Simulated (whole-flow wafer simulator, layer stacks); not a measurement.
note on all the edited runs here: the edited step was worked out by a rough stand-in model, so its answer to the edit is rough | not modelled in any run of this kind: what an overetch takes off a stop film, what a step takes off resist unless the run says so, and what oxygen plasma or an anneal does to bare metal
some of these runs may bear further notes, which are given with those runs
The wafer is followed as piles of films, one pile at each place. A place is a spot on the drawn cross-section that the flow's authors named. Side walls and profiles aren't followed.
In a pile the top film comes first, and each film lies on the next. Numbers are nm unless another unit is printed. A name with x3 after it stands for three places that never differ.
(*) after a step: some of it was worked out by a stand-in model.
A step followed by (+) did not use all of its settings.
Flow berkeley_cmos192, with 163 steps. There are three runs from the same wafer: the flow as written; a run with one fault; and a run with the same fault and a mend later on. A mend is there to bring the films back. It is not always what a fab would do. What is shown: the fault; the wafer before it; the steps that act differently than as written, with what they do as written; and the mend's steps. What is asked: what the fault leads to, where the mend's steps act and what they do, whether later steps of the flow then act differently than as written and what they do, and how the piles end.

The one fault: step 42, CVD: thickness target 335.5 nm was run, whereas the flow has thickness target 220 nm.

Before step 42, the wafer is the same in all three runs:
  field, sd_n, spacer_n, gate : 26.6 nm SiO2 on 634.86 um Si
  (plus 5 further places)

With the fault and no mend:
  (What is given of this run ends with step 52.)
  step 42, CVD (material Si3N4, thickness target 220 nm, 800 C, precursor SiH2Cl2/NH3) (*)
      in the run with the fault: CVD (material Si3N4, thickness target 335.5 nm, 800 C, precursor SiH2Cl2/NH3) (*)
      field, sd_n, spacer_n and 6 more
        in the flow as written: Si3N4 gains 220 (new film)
        in the run with the fault: Si3N4 gains 335.5 (new film)
  Steps further on in the flow that do not act as written:
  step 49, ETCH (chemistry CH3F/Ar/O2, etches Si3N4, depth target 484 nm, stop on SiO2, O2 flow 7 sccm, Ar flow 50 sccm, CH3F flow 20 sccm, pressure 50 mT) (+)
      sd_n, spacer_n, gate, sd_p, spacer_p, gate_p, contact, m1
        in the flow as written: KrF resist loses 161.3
        in the run with the fault: KrF resist loses 238.3
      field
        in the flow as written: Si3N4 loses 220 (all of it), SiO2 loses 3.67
        in the run with the fault: Si3N4 loses 335.5 (all of it), SiO2 loses 3.67
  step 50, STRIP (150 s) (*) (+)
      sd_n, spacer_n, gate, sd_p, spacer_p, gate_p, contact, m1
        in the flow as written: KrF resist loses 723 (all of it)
        in the run with the fault: KrF resist loses 646 (all of it)
  Once step 52 is done, the piles at sd_n, spacer_n, gate, sd_p, spacer_p, gate_p, contact, m1 depart from the flow's by more than 2% or 0.5 nm, whichever is larger.
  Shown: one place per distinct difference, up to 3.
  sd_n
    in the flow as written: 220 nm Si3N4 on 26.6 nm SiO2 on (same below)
    in the run with the fault: 335.5 nm Si3N4 on 26.6 nm SiO2 on (same below)

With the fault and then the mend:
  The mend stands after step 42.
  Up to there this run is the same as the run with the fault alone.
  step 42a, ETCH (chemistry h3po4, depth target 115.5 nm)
      field, sd_n, spacer_n and 6 more
        Si3N4 loses 115.5
  Later steps of the flow that are run all act as written at every place that is followed.
  The piles end the same as the flow's at every place that both follow.
